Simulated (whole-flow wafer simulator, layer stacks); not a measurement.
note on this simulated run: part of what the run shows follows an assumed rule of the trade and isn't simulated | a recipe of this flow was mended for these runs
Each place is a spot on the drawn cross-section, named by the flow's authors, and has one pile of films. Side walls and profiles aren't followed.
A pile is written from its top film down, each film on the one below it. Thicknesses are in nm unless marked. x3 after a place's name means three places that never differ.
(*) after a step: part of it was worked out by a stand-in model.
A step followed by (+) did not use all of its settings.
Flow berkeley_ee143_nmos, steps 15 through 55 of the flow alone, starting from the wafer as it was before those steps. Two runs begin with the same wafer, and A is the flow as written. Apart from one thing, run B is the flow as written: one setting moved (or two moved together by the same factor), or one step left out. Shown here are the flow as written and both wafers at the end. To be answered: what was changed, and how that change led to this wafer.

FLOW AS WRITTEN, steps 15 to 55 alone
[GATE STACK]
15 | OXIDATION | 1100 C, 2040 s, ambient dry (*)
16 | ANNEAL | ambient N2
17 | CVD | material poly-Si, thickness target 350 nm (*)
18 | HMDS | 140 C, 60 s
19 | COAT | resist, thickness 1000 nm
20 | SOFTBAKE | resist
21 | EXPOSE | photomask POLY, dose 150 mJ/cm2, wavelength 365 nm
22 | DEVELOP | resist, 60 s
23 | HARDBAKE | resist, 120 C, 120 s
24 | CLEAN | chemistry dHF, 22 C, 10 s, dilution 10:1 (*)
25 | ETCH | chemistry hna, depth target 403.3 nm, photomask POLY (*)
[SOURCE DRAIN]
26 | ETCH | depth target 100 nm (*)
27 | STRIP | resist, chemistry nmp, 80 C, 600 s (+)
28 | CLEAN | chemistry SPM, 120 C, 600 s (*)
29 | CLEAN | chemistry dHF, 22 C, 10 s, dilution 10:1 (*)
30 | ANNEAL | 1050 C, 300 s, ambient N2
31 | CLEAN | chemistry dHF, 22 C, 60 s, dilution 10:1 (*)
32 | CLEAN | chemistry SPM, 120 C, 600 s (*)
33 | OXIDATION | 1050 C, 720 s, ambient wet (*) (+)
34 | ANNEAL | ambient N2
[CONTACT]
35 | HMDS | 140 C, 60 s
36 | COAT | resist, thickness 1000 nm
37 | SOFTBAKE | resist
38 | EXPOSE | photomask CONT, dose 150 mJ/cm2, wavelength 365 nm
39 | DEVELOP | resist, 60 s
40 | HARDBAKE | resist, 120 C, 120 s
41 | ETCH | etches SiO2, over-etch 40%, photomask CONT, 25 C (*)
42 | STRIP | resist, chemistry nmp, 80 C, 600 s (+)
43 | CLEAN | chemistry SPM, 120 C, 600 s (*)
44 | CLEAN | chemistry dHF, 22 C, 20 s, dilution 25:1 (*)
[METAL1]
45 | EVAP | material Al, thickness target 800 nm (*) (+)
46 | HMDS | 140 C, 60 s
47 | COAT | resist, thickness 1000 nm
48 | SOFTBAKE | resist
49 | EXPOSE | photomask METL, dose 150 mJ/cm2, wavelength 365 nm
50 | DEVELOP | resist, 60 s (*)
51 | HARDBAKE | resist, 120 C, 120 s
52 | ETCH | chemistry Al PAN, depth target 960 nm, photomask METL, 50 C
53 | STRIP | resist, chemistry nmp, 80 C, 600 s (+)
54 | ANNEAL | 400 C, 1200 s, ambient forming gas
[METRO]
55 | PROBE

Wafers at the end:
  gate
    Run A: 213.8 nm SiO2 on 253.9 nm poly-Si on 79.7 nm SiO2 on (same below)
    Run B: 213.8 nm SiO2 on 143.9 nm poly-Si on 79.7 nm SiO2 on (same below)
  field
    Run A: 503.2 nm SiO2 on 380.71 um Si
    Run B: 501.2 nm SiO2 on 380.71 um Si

What caused this: step 17, CVD: thickness target 240 nm was run, whereas the flow has thickness target 350 nm.

How this came from the change, step by step:
  17 | CVD | material poly-Si, thickness target 350 nm (*)
      gate, sd, contact, field: A poly-Si gains 350 (new film) | B poly-Si gains 240 (new film)
  19 | COAT | resist, thickness 1000 nm
      field: A resist gains 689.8 (new film) | B resist gains 665.9 (new film)
  22 | DEVELOP | resist, 60 s
      field: A resist loses 689.8 (all of it) | B resist loses 665.9 (all of it)
  25 | ETCH | chemistry hna, depth target 403.3 nm, photomask POLY (*)
      sd, contact, field: A poly-Si loses 350 (all of it), SiO2 loses 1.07 | B poly-Si loses 240 (all of it), SiO2 loses 3.27
  26 | ETCH | depth target 100 nm (*)
      sd, contact: A SiO2 loses 78.6 (all of it) | B SiO2 loses 76.4 (all of it)
  36 | COAT | resist, thickness 1000 nm
      gate: A resist gains 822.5 (new film) | B resist gains 880.5 (new film)
      sd: A resist gains 1160.4 (new film) | B resist gains 1131.6 (new film)
      (and at 1 other place as well)
  40 | HARDBAKE | resist, 120 C, 120 s
      gate: A resist loses 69 | B resist loses 74.1
      sd: A resist loses 99.3 | B resist loses 96.7
      (and at 1 other place as well)
  42 | STRIP | resist, chemistry nmp, 80 C, 600 s (+)
      gate: A resist loses 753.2 (all of it) | B resist loses 806 (all of it)
      sd: A resist loses 1060.7 (all of it) | B resist loses 1034.5 (all of it)
      (and at 1 other place as well)
  47 | COAT | resist, thickness 1000 nm
      gate: A resist gains 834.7 (new film) | B resist gains 889.9 (new film)
      sd: A resist gains 1161.3 (new film) | B resist gains 1129.8 (new film)
      (and at 1 other place as well)
  50 | DEVELOP | resist, 60 s (*)
      gate: A resist loses 834.7 (all of it), Al loses 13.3 | B resist loses 889.9 (all of it), Al loses 13.3
      sd: A resist loses 1161.3 (all of it), Al loses 13.3 | B resist loses 1129.8 (all of it), Al loses 13.3
      (and at 1 other place as well)
